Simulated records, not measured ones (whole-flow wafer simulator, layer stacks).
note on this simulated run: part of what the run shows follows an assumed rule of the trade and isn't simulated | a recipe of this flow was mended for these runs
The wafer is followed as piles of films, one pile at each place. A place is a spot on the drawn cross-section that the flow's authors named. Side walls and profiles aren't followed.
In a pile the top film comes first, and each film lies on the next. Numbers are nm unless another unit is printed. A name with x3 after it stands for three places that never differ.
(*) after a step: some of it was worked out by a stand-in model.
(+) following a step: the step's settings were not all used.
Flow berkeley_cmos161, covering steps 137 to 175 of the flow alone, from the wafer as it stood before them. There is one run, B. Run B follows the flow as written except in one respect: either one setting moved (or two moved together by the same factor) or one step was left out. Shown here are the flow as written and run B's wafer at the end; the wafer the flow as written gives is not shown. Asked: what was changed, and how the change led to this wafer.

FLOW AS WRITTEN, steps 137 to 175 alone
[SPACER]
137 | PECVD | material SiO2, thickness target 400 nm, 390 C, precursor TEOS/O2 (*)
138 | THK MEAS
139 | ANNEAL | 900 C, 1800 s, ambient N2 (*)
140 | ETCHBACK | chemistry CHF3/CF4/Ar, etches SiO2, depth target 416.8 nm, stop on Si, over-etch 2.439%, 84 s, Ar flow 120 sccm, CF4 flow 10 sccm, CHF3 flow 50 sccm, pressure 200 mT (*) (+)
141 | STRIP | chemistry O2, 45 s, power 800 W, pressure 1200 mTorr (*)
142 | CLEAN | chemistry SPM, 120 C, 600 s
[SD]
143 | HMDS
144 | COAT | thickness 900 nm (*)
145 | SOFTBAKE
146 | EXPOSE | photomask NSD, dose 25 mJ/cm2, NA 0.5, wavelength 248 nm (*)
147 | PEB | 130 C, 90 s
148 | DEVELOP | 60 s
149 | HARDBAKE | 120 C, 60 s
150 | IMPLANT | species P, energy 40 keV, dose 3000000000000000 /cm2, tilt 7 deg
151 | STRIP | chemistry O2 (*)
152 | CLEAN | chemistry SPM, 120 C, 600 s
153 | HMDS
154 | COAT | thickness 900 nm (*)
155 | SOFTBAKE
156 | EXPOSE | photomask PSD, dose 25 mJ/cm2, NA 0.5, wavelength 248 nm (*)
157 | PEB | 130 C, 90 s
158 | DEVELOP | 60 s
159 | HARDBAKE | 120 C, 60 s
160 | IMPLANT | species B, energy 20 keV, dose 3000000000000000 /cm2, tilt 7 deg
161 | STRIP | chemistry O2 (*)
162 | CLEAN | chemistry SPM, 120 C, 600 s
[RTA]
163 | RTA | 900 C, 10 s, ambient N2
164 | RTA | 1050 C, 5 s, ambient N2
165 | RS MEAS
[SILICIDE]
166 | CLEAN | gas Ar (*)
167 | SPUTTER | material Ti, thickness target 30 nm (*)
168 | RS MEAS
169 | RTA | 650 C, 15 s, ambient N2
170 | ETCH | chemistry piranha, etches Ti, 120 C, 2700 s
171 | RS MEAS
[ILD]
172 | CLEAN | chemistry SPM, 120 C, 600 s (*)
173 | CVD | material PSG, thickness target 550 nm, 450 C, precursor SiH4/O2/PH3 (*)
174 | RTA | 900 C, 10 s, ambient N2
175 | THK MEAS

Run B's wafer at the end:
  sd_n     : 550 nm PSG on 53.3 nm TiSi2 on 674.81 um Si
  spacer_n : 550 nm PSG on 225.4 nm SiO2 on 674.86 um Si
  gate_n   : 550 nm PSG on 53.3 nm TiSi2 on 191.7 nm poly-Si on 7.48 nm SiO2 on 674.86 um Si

Cause: step 139, ANNEAL: 900 C, 1800 s, ambient N2 (*), was omitted.

The path from the change to this, step by step:
  140 | ETCHBACK | chemistry CHF3/CF4/Ar, etches SiO2, depth target 416.8 nm, stop on Si, over-etch 2.439%, 84 s, Ar flow 120 sccm, CF4 flow 10 sccm, CHF3 flow 50 sccm, pressure 200 mT (*) (+)
      gate_n, gate_p: -400 SiO2 (all of it), -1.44 chemical SiO2 (all of it), -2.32 poly-Si (as written it would have been: -382 SiO2 (all of it), -1.44 chemical SiO2 (all of it), -3.96 poly-Si)
      sd_n: -405.9 SiO2 (all of it), -2.32 Si (as written it would have been: -387.9 SiO2 (all of it), -3.96 Si)
      (as well as at 3 more places)
